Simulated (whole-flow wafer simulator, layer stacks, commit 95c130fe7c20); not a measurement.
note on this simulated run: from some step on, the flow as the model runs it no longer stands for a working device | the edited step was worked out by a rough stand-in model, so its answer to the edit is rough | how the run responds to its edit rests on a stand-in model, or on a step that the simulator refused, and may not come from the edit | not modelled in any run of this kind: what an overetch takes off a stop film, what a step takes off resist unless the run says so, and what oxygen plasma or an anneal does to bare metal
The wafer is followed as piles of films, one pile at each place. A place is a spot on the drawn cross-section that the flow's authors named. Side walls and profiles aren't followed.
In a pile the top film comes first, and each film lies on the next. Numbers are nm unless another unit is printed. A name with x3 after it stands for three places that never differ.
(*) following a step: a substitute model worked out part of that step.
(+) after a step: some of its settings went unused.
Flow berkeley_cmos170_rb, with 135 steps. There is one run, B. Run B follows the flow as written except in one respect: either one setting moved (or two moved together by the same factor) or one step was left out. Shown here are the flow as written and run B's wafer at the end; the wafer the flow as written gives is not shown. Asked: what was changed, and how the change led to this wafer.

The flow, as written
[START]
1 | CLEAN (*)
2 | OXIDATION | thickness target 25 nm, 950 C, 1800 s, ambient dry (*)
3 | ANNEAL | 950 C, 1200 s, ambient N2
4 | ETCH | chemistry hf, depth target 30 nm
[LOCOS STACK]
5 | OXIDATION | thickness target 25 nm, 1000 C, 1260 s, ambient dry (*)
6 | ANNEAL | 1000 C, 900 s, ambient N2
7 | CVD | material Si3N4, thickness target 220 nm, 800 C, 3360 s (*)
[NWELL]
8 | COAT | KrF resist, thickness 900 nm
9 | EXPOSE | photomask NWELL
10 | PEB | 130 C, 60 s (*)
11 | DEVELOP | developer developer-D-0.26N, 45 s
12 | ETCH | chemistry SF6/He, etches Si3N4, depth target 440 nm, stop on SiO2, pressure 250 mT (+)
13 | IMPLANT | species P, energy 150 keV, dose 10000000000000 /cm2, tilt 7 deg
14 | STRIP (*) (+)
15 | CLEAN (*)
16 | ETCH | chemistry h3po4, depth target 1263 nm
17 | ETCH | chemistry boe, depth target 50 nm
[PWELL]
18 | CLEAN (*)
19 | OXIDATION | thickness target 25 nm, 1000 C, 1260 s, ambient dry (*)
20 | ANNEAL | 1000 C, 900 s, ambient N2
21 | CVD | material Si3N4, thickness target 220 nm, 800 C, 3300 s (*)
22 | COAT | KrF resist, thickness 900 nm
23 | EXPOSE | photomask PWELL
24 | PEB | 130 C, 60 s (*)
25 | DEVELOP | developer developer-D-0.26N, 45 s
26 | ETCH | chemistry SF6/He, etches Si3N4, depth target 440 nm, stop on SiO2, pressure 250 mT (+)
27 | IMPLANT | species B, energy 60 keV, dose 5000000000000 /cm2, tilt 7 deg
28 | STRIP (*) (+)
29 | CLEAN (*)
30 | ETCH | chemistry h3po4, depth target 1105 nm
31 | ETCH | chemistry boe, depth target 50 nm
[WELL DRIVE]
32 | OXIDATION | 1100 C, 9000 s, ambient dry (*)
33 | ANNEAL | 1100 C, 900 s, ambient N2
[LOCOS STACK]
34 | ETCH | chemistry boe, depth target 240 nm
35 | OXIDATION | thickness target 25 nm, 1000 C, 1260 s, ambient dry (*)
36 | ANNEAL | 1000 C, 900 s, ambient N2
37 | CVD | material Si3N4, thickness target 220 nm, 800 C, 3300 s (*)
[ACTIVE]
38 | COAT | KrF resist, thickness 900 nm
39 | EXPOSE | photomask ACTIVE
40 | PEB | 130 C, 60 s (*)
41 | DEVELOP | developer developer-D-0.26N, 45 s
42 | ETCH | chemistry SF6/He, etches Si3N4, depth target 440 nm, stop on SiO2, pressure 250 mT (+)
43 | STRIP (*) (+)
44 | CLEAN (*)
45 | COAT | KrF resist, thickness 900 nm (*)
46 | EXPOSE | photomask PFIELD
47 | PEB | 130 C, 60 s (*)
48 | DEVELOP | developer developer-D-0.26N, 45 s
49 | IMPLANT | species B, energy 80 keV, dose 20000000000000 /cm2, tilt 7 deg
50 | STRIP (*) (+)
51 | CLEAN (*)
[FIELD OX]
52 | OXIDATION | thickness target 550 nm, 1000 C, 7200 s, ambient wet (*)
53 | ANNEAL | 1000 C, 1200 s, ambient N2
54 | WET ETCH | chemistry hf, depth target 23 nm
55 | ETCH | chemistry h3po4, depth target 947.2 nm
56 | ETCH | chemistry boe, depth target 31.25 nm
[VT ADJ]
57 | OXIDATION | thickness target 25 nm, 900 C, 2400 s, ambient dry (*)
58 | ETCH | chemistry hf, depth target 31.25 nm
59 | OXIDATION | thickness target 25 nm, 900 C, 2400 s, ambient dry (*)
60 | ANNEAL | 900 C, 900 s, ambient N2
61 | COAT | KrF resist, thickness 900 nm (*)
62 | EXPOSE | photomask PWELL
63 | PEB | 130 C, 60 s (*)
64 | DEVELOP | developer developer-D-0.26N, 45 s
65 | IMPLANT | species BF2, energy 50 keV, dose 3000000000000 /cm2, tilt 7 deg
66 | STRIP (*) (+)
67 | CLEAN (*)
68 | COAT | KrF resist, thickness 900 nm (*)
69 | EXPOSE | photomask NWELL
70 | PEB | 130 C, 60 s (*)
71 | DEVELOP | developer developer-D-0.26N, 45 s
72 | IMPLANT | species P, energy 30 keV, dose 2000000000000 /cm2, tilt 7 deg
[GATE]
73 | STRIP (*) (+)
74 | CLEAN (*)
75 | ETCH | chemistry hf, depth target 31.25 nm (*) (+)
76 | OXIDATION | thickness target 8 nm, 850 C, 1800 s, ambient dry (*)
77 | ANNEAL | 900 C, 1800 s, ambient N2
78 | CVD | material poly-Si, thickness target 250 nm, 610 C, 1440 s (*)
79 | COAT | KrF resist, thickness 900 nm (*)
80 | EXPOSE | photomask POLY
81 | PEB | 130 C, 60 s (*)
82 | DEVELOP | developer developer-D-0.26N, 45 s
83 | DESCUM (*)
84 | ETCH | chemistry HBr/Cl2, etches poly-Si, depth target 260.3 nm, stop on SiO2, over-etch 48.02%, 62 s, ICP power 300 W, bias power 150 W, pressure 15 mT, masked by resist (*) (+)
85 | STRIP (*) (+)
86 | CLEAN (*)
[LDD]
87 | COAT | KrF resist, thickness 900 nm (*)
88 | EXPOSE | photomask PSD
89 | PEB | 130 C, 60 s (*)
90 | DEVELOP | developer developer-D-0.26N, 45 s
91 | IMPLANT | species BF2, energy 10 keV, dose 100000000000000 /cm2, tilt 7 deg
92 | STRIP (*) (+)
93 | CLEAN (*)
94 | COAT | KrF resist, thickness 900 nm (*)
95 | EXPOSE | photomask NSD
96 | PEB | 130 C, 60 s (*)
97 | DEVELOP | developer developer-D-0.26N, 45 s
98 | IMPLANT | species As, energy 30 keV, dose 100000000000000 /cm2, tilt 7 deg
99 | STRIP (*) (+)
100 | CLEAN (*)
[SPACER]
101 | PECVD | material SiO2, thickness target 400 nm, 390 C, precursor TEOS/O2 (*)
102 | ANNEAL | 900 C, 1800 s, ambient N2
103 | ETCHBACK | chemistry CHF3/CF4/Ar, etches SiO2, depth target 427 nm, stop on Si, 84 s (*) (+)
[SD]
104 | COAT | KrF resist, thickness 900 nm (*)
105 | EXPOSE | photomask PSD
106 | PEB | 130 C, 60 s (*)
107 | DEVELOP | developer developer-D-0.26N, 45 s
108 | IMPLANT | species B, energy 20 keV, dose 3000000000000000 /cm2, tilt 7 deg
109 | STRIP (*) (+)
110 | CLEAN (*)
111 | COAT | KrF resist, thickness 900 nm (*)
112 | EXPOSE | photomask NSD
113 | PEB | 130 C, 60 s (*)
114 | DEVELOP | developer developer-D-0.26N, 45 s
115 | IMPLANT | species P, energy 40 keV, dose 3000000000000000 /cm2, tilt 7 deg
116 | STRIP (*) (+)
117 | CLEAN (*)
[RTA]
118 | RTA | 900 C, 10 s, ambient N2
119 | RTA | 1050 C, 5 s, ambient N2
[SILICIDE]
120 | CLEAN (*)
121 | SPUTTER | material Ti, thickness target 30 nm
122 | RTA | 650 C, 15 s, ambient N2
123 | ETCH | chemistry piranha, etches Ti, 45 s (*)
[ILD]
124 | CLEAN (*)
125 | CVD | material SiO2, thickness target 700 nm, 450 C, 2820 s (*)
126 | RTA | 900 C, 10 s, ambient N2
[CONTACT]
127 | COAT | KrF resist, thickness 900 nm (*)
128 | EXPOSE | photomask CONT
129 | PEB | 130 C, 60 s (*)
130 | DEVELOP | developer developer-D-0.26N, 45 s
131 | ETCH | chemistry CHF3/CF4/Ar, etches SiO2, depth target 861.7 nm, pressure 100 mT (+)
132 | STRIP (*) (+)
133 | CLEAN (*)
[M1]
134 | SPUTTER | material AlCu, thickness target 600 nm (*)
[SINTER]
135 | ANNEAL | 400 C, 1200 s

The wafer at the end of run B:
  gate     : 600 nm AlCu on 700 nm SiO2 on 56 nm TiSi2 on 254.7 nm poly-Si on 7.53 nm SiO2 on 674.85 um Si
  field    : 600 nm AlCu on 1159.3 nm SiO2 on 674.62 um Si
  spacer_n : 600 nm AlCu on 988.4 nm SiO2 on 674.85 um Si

What caused this: step 78, CVD: thickness target 308 nm was run, while the flow as written has thickness target 250 nm; step 78, CVD: 1773 s was run, where the flow has 1440 s.

Step by step, how the change led to this:
  78 | CVD | material poly-Si, thickness target 250 nm, 610 C, 1440 s (*)
      field, sd_n, spacer_n and 6 more: +308 poly-Si (new film) (it would be, as written: +250 poly-Si (new film))
  84 | ETCH | chemistry HBr/Cl2, etches poly-Si, depth target 260.3 nm, stop on SiO2, over-etch 48.02%, 62 s, ICP power 300 W, bias power 150 W, pressure 15 mT, masked by resist (*) (+)
      field, sd_n, spacer_n, sd_p, spacer_p, contact, m1: -308 poly-Si (all of it), -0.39 SiO2 (it would be, as written: -250 poly-Si (all of it), -1.42 SiO2)
  87 | COAT | KrF resist, thickness 900 nm (*)
      gate: +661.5 KrF resist (new film) (it would be, as written: +706 KrF resist (new film))
      gate_p: +662.1 KrF resist (new film) (it would be, as written: +706.3 KrF resist (new film))
  90 | DEVELOP | developer developer-D-0.26N, 45 s
      gate_p: -662.1 KrF resist (all of it) (it would be, as written: -706.3 KrF resist (all of it))
  92 | STRIP (*) (+)
      gate: -647.3 KrF resist (all of it) (it would be, as written: -691.8 KrF resist (all of it))
  94 | COAT | KrF resist, thickness 900 nm (*)
      gate: +661.5 KrF resist (new film) (it would be, as written: +706 KrF resist (new film))
      gate_p: +662.1 KrF resist (new film) (it would be, as written: +706.3 KrF resist (new film))
  97 | DEVELOP | developer developer-D-0.26N, 45 s
      gate: -661.5 KrF resist (all of it) (it would be, as written: -706 KrF resist (all of it))
  99 | STRIP (*) (+)
      gate_p: -647.9 KrF resist (all of it) (it would be, as written: -692.1 KrF resist (all of it))
  103 | ETCHBACK | chemistry CHF3/CF4/Ar, etches SiO2, depth target 427 nm, stop on Si, 84 s (*) (+)
      spacer_n: -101 SiO2 (it would be, as written: -157.9 SiO2)
      spacer_p: -100.9 SiO2 (it would be, as written: -157.9 SiO2)
  104 | COAT | KrF resist, thickness 900 nm (*)
      spacer_n: +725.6 KrF resist (new film) (it would be, as written: +766.3 KrF resist (new film))
      gate: +702.4 KrF resist (new film) (it would be, as written: +742.1 KrF resist (new film))
      (also at 2 further places)
  107 | DEVELOP | developer developer-D-0.26N, 45 s
      spacer_p: -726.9 KrF resist (all of it) (it would be, as written: -767.7 KrF resist (all of it))
      gate_p: -703.5 KrF resist (all of it) (it would be, as written: -743.2 KrF resist (all of it))
  109 | STRIP (*) (+)
      spacer_n: -711.4 KrF resist (all of it) (it would be, as written: -752.1 KrF resist (all of it))
      gate: -688.2 KrF resist (all of it) (it would be, as written: -727.9 KrF resist (all of it))
  111 | COAT | KrF resist, thickness 900 nm (*)
      spacer_n: +725.6 KrF resist (new film) (it would be, as written: +766.3 KrF resist (new film))
      gate: +702.4 KrF resist (new film) (it would be, as written: +742.1 KrF resist (new film))
      (also at 2 further places)
  114 | DEVELOP | developer developer-D-0.26N, 45 s
      spacer_n: -725.6 KrF resist (all of it) (it would be, as written: -766.3 KrF resist (all of it))
      gate: -702.4 KrF resist (all of it) (it would be, as written: -742.1 KrF resist (all of it))
  116 | STRIP (*) (+)
      spacer_p: -712.7 KrF resist (all of it) (it would be, as written: -753.5 KrF resist (all of it))
      gate_p: -689.2 KrF resist (all of it) (it would be, as written: -729 KrF resist (all of it))
  127 | COAT | KrF resist, thickness 900 nm (*)
      spacer_n: +793.3 KrF resist (new film) (it would be, as written: +819.8 KrF resist (new film))
      gate: +776 KrF resist (new film) (it would be, as written: +798.4 KrF resist (new film))
      (also at 3 further places)
  132 | STRIP (*) (+)
      field: -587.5 KrF resist (all of it) (it would be, as written: -575.3 KrF resist (all of it))
      spacer_n: -563.7 KrF resist (all of it) (it would be, as written: -590.2 KrF resist (all of it))
      (also at 4 further places)
